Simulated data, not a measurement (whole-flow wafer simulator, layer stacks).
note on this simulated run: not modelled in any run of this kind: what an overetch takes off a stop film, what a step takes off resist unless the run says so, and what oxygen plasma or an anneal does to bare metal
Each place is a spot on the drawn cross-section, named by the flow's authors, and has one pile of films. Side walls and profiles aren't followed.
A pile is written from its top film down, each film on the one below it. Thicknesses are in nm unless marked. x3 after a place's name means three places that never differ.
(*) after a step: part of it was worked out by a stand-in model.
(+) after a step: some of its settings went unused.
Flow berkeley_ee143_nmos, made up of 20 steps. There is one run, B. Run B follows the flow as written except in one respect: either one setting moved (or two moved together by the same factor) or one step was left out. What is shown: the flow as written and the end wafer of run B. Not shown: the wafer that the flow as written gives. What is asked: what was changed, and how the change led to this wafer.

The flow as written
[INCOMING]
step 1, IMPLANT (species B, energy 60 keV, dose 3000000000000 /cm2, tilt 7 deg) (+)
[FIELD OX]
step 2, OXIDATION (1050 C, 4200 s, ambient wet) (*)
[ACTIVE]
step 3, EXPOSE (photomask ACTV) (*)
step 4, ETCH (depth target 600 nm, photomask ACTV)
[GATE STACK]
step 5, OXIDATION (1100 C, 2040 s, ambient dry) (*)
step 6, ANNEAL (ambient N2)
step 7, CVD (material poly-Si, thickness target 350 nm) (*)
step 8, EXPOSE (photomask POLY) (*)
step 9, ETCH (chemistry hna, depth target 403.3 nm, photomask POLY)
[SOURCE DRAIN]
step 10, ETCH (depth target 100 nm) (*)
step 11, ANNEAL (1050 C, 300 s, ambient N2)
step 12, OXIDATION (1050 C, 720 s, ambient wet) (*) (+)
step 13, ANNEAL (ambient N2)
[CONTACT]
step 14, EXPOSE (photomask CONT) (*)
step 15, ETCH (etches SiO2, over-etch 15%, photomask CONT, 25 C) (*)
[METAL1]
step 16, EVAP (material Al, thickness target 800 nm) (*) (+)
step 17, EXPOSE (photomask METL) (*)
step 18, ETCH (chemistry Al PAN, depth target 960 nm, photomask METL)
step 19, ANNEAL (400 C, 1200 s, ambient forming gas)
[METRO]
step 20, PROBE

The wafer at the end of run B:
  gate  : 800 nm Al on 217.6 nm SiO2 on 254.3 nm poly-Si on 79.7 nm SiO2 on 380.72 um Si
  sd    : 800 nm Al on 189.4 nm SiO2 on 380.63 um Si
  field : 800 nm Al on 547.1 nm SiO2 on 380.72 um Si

Cause: step 18, ETCH: chemistry Al PAN, depth target 960 nm, photomask METL, was omitted.

Step by step, how the change led to this:
  (no step that both runs have acts differently)
With metal films that touch counted as one body, gate has 1 body; the flow as written gives 0 bodies.
With metal films that touch counted as one body, sd has 1 body; the flow as written gives 0 bodies.
With metal films that touch counted as one body, field has 1 body; the flow as written gives 0 bodies.
